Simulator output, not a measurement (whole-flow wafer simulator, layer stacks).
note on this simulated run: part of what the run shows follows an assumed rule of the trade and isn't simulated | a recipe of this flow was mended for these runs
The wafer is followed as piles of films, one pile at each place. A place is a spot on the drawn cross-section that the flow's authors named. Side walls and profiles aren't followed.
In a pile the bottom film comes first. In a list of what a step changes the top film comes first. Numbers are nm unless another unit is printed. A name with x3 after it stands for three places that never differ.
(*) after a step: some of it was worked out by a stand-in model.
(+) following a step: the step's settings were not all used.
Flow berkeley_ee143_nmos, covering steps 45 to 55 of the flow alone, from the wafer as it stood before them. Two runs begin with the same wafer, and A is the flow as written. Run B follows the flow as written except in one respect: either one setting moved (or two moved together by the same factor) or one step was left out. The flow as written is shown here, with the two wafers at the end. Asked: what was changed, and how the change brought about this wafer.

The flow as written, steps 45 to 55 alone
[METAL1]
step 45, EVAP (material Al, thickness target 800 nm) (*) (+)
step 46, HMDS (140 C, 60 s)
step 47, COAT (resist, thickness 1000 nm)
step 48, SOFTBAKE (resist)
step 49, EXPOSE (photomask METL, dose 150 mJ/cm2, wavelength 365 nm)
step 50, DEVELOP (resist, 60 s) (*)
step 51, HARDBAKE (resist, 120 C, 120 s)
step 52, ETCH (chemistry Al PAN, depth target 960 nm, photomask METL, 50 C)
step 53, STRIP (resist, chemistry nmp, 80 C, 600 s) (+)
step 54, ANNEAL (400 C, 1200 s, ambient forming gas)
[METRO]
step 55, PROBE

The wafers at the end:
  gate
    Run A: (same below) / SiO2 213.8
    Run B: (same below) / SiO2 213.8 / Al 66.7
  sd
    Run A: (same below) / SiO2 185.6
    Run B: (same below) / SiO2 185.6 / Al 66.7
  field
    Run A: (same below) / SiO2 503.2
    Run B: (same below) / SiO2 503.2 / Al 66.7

The reason: step 45, EVAP: thickness target 1040 nm was run, while the flow as written has thickness target 800 nm.

The path from the change to this, step by step:
  step 45, EVAP (material Al, thickness target 800 nm) (*) (+)
      gate, sd, contact, field: A Al gains 800 (new film) | B Al gains 1040 (new film)
  step 52, ETCH (chemistry Al PAN, depth target 960 nm, photomask METL, 50 C)
      gate, sd, field: A Al loses 786.7 (all of it) | B Al loses 960
With metal films that touch counted as one body, gate has 1 body; the flow as written gives 0 bodies.
With metal films that touch counted as one body, sd has 1 body; the flow as written gives 0 bodies.
With metal films that touch counted as one body, field has 1 body; the flow as written gives 0 bodies.
